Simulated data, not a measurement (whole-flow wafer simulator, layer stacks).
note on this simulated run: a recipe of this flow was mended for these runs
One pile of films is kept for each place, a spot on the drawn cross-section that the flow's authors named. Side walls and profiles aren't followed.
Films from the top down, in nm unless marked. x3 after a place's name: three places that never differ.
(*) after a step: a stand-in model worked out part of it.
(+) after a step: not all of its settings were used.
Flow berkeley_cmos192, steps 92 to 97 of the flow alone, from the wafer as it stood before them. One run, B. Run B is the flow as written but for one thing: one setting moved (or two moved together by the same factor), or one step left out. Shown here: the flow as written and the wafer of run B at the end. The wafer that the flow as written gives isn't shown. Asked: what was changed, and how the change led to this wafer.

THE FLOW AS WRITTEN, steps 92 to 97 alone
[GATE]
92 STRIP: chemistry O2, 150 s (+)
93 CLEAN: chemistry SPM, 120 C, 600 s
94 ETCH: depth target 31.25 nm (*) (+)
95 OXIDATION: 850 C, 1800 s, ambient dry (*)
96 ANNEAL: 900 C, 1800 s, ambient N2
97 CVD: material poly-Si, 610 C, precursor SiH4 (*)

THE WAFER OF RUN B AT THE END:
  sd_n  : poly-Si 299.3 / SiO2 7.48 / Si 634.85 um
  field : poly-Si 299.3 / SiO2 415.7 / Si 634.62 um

The cause: step 97, CVD: 619 C was run, where the flow has 610 C.

How the change led to this, step by step:
  97 CVD: material poly-Si, 610 C, precursor SiH4 (*)
      field, sd_n, spacer_n, gate, sd_p, spacer_p x2, contact, m1: poly-Si +299.3 (new film) (as written it would be: poly-Si +250 (new film))
